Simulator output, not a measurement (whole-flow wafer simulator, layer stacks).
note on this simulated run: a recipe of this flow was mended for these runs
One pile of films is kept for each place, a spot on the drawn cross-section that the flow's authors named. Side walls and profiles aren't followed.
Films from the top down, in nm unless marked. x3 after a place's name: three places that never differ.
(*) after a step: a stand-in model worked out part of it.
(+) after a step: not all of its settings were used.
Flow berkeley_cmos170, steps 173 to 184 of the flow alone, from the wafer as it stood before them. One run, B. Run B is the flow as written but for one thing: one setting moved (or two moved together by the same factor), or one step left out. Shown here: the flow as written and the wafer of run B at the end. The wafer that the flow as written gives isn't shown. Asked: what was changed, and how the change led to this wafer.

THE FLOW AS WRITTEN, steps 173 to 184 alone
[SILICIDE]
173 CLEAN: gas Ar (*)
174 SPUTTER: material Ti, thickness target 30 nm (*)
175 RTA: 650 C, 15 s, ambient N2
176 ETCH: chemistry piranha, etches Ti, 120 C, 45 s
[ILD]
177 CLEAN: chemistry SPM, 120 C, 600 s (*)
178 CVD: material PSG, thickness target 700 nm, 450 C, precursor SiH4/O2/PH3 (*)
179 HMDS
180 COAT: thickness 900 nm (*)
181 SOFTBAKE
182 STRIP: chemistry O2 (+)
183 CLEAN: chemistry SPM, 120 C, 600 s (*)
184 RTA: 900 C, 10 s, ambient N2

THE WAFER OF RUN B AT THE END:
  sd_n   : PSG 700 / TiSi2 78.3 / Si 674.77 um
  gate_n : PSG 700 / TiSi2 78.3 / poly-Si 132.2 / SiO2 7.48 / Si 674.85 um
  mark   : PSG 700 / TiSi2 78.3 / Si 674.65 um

The cause: step 174, SPUTTER: thickness target 42 nm was run, where the flow has thickness target 30 nm.

How the change led to this, step by step:
  174 SPUTTER: material Ti, thickness target 30 nm (*)
      field, mark, sd_n and 10 more: Ti +42 (new film) (as written it would be: Ti +30 (new film))
  175 RTA: 650 C, 15 s, ambient N2
      mark, sd_n, sd_p, contact, m1, via1, m2, via2: Ti -32.8, TiSi first +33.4 (new film), TiSi2 C49 +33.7 (new film), Si -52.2 (as written it would be: Ti -23.4, TiSi first +6.2 (new film), TiSi2 C49 +50.3 (new film), Si -49)
      gate_n, gate_p: Ti -32.8, TiSi first +33.4 (new film), TiSi2 C49 +33.7 (new film), poly-Si -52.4 (as written it would be: Ti -23.4, TiSi first +6.2 (new film), TiSi2 C49 +50.3 (new film), poly-Si -49.2)
  176 ETCH: chemistry piranha, etches Ti, 120 C, 45 s
      mark, sd_n, gate_n and 7 more: Ti -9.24 (all of it), TiSi first -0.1 (as written it would be: Ti -6.6 (all of it), TiSi first -0.1)
      field, spacer_n, spacer_p: Ti -42 (all of it) (as written it would be: Ti -30 (all of it))
  184 RTA: 900 C, 10 s, ambient N2
      mark, sd_n, sd_p, contact, m1, via1, m2, via2: under 1 film: TiSi2 +78.3 (new film), TiSi first -33.3 (all of it), TiSi2 C49 -33.7 (all of it), Si -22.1 (as written it would be: under 1 film: TiSi2 +55.9 (new film), TiSi first -6.09 (all of it), TiSi2 C49 -50.3 (all of it), Si -4.05)
      gate_n, gate_p: under 1 film: TiSi2 +78.3 (new film), TiSi first -33.3 (all of it), TiSi2 C49 -33.7 (all of it), poly-Si -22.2 (as written it would be: under 1 film: TiSi2 +55.9 (new film), TiSi first -6.09 (all of it), TiSi2 C49 -50.3 (all of it), poly-Si -4.06)
